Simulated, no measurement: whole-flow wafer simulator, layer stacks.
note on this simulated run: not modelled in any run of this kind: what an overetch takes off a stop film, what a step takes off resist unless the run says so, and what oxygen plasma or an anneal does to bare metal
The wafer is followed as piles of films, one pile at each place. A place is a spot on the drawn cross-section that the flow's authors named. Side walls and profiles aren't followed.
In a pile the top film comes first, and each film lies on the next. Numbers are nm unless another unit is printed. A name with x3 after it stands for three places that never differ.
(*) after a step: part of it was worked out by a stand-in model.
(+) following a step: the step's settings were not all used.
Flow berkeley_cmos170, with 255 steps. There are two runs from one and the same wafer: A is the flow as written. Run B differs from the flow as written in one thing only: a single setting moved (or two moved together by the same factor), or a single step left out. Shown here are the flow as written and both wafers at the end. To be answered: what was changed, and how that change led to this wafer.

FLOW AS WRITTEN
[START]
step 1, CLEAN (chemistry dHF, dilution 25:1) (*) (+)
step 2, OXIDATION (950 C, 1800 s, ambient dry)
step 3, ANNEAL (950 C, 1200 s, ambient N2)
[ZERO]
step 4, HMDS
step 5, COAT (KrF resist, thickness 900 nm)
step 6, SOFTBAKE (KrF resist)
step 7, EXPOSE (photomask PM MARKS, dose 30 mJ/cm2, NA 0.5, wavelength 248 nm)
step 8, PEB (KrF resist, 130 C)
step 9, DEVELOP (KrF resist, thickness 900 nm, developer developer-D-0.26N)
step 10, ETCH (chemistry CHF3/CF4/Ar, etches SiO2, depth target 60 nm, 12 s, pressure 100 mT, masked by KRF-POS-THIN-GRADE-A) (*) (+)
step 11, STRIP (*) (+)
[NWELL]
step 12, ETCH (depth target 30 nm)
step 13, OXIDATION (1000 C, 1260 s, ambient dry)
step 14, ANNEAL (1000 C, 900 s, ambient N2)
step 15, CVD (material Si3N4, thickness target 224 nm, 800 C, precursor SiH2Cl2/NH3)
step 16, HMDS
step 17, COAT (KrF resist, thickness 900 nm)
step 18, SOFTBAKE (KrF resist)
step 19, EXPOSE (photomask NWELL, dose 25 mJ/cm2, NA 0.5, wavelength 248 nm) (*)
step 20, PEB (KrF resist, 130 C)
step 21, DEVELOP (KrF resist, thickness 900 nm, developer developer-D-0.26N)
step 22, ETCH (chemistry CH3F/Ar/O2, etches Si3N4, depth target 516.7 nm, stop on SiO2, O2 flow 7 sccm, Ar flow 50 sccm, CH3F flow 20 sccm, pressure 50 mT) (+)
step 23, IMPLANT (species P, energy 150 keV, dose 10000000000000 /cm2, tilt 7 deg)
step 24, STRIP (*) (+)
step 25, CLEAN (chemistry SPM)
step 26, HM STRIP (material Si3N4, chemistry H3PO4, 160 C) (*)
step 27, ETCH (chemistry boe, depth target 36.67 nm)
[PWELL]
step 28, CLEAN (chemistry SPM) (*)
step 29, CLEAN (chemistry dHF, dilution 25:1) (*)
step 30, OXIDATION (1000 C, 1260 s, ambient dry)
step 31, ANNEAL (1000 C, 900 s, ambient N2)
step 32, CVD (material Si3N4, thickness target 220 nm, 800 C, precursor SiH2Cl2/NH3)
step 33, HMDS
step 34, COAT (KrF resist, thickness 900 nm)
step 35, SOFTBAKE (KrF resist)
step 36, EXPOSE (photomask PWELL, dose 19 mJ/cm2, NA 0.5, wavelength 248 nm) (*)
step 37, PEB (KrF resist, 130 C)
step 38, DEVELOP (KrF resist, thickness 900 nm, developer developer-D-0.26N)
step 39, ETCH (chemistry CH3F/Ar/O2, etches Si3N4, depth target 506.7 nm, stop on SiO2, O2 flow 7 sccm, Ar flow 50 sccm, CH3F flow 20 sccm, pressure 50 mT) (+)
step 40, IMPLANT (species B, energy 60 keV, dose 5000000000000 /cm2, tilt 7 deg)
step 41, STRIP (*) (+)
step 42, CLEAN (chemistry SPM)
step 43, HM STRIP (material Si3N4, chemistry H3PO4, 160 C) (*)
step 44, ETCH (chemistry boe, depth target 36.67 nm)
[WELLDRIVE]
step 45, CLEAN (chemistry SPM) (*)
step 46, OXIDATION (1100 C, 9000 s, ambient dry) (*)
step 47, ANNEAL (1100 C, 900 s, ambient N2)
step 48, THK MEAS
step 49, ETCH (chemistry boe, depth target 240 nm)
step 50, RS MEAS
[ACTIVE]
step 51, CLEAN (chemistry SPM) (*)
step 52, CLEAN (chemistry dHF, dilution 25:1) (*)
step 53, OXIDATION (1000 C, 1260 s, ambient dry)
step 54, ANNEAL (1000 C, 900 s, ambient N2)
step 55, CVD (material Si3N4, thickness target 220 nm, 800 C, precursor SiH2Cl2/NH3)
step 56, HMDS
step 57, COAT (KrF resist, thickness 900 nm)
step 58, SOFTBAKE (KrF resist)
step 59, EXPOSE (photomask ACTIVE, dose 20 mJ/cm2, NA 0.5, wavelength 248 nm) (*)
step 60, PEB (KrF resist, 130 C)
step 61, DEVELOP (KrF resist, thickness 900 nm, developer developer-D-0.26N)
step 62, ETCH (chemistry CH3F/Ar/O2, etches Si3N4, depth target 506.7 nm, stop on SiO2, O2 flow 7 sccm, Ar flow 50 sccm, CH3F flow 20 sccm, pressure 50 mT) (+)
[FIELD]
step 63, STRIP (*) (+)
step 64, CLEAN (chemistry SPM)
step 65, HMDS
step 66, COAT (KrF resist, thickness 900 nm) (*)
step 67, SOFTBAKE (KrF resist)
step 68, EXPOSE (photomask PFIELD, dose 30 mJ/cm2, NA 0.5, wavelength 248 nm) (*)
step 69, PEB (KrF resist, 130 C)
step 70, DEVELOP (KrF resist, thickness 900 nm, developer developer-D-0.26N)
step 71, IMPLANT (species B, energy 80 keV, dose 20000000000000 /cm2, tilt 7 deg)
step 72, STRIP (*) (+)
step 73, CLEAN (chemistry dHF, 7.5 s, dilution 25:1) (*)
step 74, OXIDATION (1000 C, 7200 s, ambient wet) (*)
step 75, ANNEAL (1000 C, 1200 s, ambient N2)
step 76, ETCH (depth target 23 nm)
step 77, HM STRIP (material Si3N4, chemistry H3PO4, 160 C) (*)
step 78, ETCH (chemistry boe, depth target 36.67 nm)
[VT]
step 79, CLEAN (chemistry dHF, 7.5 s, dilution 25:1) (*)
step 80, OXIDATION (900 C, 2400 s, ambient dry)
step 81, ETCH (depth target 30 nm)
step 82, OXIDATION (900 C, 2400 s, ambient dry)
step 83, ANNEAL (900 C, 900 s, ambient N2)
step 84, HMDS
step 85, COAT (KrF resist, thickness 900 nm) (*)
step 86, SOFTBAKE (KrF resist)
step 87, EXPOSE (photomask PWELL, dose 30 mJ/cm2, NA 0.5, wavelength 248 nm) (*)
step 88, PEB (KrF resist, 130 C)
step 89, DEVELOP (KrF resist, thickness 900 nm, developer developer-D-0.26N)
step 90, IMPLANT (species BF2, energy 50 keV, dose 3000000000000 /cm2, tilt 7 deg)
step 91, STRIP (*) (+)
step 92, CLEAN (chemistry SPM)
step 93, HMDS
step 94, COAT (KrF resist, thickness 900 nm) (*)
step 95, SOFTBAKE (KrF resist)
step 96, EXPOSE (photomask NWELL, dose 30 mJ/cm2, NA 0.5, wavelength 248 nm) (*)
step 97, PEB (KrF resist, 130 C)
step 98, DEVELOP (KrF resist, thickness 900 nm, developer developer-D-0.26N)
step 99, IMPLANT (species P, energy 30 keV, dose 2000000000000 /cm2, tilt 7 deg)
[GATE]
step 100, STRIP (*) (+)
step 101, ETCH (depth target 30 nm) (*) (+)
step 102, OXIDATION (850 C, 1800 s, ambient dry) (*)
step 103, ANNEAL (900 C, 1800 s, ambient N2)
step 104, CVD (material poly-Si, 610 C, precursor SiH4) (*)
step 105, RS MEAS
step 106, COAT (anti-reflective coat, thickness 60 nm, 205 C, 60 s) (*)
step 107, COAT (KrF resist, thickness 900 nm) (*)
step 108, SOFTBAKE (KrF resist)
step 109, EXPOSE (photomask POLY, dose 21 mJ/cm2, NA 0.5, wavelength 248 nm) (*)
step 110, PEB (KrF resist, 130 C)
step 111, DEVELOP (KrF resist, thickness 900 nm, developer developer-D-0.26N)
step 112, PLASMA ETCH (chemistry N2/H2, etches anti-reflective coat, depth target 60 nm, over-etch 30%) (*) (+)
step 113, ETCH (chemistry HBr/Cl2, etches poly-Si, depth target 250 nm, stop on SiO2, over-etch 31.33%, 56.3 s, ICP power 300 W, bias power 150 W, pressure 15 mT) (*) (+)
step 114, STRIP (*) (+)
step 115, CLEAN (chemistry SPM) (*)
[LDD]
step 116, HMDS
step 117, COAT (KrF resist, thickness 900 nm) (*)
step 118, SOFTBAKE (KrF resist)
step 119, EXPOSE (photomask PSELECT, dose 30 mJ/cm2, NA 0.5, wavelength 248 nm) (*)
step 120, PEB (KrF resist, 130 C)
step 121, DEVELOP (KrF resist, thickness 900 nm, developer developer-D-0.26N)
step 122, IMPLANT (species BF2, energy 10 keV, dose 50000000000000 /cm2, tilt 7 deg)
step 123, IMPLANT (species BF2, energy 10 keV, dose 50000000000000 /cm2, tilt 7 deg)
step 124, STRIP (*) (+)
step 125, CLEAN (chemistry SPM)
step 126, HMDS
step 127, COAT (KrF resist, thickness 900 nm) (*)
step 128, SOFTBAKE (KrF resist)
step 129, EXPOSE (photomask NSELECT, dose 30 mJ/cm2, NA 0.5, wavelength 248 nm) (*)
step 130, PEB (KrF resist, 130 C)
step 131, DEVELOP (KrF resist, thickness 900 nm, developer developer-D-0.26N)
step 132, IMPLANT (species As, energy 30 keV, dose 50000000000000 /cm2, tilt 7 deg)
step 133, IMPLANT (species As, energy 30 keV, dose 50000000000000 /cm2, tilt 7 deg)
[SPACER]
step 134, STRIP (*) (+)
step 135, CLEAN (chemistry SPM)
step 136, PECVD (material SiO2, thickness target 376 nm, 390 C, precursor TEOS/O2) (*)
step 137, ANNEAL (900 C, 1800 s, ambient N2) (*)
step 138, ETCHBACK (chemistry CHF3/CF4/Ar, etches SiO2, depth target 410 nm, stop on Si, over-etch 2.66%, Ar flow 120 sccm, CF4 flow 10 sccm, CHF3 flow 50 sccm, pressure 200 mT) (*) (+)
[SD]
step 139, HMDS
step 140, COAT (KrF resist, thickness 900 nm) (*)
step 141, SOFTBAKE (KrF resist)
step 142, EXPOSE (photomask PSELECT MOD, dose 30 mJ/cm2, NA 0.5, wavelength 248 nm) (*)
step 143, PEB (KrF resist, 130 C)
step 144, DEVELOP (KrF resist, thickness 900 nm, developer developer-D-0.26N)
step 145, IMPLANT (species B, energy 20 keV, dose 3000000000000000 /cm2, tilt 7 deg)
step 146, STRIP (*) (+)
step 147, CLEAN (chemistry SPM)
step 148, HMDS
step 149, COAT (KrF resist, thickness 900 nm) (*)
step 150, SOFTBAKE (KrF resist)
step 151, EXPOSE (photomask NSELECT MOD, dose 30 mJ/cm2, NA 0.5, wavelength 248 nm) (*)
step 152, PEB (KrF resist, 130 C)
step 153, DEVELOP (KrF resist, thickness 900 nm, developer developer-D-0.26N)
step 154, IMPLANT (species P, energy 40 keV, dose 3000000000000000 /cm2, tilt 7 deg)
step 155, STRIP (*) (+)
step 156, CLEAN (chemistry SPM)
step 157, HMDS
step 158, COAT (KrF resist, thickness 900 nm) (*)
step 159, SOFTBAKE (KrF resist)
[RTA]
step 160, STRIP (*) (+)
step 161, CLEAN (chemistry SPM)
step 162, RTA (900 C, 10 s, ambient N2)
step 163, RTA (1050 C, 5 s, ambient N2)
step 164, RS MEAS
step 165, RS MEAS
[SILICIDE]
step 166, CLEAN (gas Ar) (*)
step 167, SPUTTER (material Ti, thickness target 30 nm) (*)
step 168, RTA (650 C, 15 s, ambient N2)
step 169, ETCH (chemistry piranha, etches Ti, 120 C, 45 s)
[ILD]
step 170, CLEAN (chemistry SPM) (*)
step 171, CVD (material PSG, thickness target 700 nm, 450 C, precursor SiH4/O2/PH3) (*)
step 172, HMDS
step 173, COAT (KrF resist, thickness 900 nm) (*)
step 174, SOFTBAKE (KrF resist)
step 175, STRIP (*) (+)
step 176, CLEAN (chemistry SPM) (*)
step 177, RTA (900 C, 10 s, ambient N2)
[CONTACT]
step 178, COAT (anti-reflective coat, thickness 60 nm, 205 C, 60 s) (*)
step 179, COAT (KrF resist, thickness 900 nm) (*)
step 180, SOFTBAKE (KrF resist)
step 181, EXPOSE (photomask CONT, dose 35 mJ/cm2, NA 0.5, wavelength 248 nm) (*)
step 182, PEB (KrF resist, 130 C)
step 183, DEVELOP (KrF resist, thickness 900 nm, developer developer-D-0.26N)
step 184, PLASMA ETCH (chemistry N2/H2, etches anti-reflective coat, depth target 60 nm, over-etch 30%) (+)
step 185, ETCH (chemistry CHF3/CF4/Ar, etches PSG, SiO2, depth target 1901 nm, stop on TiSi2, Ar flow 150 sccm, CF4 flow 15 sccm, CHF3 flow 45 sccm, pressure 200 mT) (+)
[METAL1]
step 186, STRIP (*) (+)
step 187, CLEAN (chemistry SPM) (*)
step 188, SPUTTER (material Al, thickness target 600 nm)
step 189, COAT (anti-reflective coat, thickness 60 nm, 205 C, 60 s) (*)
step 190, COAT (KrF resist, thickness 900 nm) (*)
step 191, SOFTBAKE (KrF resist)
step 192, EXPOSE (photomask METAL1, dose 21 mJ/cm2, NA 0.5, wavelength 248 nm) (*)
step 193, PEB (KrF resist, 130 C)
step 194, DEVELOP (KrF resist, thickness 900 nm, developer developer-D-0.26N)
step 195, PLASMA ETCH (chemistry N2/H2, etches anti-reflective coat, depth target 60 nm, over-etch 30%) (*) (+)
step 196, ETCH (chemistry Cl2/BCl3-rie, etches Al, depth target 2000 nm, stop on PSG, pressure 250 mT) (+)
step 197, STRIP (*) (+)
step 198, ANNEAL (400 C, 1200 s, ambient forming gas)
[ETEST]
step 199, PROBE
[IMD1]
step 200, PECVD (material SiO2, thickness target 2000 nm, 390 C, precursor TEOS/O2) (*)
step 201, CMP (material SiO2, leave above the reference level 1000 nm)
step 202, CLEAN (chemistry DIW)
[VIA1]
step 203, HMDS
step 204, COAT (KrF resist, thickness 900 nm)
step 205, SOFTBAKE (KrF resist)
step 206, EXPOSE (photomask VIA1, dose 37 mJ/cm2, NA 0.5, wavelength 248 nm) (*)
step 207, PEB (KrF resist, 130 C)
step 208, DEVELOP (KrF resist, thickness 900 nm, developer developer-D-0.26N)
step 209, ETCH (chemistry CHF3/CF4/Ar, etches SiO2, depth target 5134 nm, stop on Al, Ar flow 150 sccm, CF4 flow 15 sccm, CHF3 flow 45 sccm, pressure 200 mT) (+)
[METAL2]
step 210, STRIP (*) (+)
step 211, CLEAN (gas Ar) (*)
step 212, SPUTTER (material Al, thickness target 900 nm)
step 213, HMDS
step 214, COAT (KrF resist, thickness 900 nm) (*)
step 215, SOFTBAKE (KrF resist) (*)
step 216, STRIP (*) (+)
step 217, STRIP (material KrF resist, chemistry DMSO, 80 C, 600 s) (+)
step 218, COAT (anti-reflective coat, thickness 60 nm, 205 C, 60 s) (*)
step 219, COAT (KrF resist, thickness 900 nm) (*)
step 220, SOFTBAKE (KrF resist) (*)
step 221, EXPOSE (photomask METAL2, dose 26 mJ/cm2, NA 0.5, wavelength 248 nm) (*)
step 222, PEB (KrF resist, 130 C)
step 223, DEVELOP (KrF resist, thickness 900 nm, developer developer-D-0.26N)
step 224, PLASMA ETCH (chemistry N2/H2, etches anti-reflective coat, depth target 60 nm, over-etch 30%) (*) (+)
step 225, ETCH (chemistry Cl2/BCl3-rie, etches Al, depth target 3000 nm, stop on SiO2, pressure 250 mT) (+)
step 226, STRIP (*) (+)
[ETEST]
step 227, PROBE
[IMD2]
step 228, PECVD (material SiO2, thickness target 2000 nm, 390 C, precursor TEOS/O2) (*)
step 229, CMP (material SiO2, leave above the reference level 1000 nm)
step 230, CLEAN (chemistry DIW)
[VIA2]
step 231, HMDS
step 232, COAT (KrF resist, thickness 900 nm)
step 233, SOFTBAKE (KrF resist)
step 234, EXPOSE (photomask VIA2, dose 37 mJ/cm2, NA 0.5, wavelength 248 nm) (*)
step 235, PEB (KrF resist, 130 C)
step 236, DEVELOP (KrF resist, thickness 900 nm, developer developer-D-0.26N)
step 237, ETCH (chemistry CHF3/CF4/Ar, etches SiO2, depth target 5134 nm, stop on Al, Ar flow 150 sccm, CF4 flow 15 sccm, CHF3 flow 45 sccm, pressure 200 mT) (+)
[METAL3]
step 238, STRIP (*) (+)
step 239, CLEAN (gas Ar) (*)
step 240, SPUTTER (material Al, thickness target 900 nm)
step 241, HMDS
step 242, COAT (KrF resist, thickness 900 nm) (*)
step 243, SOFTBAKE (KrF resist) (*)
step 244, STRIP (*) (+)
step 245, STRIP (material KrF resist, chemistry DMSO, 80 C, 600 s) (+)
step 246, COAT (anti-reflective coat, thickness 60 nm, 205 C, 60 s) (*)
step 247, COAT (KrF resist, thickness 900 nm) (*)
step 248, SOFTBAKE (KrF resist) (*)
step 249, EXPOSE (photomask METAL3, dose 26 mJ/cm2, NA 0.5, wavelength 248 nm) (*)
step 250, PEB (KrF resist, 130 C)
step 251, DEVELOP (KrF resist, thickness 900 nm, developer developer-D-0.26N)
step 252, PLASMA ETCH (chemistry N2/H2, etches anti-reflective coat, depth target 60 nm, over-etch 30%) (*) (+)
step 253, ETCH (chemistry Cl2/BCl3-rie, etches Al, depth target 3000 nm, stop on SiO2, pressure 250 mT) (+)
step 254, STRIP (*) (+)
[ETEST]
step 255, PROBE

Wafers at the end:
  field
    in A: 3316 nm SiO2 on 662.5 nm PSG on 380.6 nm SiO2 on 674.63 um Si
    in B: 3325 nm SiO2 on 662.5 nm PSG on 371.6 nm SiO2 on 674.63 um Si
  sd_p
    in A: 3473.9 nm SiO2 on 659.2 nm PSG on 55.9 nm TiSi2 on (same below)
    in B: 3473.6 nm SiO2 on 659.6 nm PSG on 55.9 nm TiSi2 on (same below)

What caused this: step 76, ETCH: depth target 32 nm was run, though the flow has depth target 23 nm.

Step by step, how the change led to this:
  step 76, ETCH (depth target 23 nm)
      field: A SiO2 loses 23 | B SiO2 loses 32
  step 106, COAT (anti-reflective coat, thickness 60 nm, 205 C, 60 s) (*)
      sd_n: A anti-reflective coat gains 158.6 (new film) | B anti-reflective coat gains 152.6 (new film)
      spacer_n: A anti-reflective coat gains 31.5 (new film) | B anti-reflective coat gains 33.7 (new film)
      (as well as at 4 more places)
  step 112, PLASMA ETCH (chemistry N2/H2, etches anti-reflective coat, depth target 60 nm, over-etch 30%) (*) (+)
      sd_n: A anti-reflective coat loses 158.6 (all of it), poly-Si loses 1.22 | B anti-reflective coat loses 152.6 (all of it), poly-Si loses 1.17
      spacer_n: A anti-reflective coat loses 31.5 (all of it), poly-Si loses 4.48 | B anti-reflective coat loses 33.7 (all of it), poly-Si loses 4.22
      (as well as at 2 more places)
  step 114, STRIP (*) (+)
      gate_n: A chemical SiO2 gains 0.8 (new film), KrF resist loses 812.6 (all of it), anti-reflective coat loses 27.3 (all of it), poly-Si loses 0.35 | B chemical SiO2 gains 0.8 (new film), KrF resist loses 805.5 (all of it), anti-reflective coat loses 29.5 (all of it), poly-Si loses 0.35
      gate_p: A chemical SiO2 gains 0.8 (new film), KrF resist loses 782.1 (all of it), anti-reflective coat loses 29.6 (all of it), poly-Si loses 0.35 | B chemical SiO2 gains 0.8 (new film), KrF resist loses 777.5 (all of it), anti-reflective coat loses 31.2 (all of it), poly-Si loses 0.35
  step 178, COAT (anti-reflective coat, thickness 60 nm, 205 C, 60 s) (*)
      sd_n: A anti-reflective coat gains 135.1 (new film) | B anti-reflective coat gains 130.4 (new film)
  step 186, STRIP (*) (+)
      sd_n: A KrF resist loses 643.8 (all of it), anti-reflective coat loses 135.1 (all of it) | B KrF resist loses 643.7 (all of it), anti-reflective coat loses 130.4 (all of it)
